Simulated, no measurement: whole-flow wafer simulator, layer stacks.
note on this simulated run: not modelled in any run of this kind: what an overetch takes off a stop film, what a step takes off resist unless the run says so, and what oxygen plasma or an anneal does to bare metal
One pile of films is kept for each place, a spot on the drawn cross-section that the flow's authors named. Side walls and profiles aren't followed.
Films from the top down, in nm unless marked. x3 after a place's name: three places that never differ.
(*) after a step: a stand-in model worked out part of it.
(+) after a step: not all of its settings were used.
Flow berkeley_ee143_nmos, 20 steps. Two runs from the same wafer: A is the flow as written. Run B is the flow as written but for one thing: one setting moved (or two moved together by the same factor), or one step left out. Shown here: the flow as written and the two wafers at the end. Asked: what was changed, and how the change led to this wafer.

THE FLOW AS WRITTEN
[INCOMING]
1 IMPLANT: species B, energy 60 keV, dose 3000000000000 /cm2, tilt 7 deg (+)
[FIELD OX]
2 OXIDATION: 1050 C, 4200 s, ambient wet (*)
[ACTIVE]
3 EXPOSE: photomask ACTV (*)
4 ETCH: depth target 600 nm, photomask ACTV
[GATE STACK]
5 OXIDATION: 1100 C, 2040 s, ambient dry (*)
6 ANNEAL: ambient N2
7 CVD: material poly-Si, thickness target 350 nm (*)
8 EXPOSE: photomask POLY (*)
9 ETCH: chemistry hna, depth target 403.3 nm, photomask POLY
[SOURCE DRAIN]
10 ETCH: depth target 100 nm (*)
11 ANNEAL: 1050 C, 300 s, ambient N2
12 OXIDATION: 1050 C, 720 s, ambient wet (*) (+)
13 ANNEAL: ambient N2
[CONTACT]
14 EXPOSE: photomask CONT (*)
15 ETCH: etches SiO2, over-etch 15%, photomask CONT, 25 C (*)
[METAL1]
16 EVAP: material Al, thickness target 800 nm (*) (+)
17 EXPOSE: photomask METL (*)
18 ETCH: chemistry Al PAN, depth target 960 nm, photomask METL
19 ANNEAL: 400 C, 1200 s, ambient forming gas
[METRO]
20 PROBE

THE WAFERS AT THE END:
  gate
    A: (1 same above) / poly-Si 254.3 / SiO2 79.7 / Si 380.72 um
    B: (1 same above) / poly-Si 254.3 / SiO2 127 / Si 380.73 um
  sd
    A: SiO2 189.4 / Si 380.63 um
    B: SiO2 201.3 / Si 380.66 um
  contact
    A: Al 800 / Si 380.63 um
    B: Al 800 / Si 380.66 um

The cause: step 4, ETCH: depth target 480 nm was run, where the flow has depth target 600 nm.

How the change led to this, step by step:
  4 ETCH: depth target 600 nm, photomask ACTV
      gate, sd, contact: A SiO2 -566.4 (all of it) | B SiO2 -480
  5 OXIDATION: 1100 C, 2040 s, ambient dry (*)
      gate, sd, contact: A SiO2 +79.7 (new film), Si -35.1 | B SiO2 +40.7, Si -17.9
  10 ETCH: depth target 100 nm (*)
      sd, contact: A SiO2 -79.7 (all of it) | B SiO2 -100
  12 OXIDATION: 1050 C, 720 s, ambient wet (*) (+)
      sd, contact: A SiO2 +189.4 (new film), Si -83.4 | B SiO2 +174.2, Si -76.7
  15 ETCH: etches SiO2, over-etch 15%, photomask CONT, 25 C (*)
      contact: A SiO2 -189.4 (all of it) | B SiO2 -201.3 (all of it)
